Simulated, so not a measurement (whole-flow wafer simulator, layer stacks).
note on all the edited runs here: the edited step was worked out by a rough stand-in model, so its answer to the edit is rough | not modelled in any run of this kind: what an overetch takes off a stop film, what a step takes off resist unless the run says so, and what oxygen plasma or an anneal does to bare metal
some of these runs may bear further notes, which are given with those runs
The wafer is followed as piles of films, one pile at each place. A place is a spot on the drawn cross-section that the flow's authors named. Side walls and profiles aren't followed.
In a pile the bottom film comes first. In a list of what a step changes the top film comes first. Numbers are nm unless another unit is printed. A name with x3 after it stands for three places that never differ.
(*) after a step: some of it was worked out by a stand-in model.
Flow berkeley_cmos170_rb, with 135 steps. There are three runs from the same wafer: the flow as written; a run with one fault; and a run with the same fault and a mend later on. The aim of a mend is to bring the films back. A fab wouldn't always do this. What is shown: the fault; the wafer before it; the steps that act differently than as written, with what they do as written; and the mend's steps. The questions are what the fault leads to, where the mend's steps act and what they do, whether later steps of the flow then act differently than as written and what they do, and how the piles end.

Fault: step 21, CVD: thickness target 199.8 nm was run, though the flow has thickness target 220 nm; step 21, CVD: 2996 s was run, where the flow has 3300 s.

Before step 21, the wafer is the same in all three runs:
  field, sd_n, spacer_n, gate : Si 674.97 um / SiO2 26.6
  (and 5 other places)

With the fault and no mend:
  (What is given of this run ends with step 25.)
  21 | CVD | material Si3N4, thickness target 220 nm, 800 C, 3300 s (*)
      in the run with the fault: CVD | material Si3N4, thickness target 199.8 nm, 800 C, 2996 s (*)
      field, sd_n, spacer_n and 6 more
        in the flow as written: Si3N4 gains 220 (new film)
        in the run with the fault: Si3N4 gains 199.8 (new film)
  Later steps of the flow up to step 25 that are run all act as written at every place that is followed.
  The piles after step 25 differ from the flow's at field, sd_n, spacer_n and 6 more by more than 2% or 0.5 nm, whichever is larger.
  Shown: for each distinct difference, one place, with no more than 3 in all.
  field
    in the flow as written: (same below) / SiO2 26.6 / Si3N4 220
    in the run with the fault: (same below) / SiO2 26.6 / Si3N4 199.8
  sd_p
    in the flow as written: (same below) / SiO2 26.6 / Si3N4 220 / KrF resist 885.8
    in the run with the fault: (same below) / SiO2 26.6 / Si3N4 199.8 / KrF resist 885.8

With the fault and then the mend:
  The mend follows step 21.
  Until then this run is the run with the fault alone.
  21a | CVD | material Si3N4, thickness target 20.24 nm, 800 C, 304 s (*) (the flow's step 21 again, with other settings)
      field, sd_n, spacer_n and 6 more
        Si3N4 gains 20.2
  Later steps of the flow that are run all act as written at every place that is followed, up to a difference of at most 2% or 0.5 nm, whichever is larger.
  By the end, the piles equal the flow's at every place that both follow.
